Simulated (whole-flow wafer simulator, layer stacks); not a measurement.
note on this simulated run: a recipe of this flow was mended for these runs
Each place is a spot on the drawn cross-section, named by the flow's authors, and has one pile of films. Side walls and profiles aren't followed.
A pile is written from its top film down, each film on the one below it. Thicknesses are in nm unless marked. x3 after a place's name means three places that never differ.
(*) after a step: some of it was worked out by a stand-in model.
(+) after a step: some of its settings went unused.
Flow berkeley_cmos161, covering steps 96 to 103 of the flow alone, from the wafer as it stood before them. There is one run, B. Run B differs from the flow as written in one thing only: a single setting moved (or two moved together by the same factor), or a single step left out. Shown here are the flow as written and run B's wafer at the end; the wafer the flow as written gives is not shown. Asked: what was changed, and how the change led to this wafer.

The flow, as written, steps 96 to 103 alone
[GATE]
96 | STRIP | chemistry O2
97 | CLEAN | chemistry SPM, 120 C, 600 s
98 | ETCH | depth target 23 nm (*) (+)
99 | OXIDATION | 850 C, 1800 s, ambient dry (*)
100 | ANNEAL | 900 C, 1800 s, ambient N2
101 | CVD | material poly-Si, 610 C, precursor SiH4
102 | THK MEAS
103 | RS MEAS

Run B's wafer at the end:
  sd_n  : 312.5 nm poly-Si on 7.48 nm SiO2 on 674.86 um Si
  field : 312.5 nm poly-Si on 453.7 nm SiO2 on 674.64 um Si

The reason: step 101, CVD: 622 C was run, though the flow has 610 C.

Step by step, how the change led to this:
  101 | CVD | material poly-Si, 610 C, precursor SiH4
      field, sd_n, spacer_n, gate_n, sd_p, spacer_p x2, contact, m1: +312.5 poly-Si (new film) (in the flow as written it would be: +249.5 poly-Si (new film))
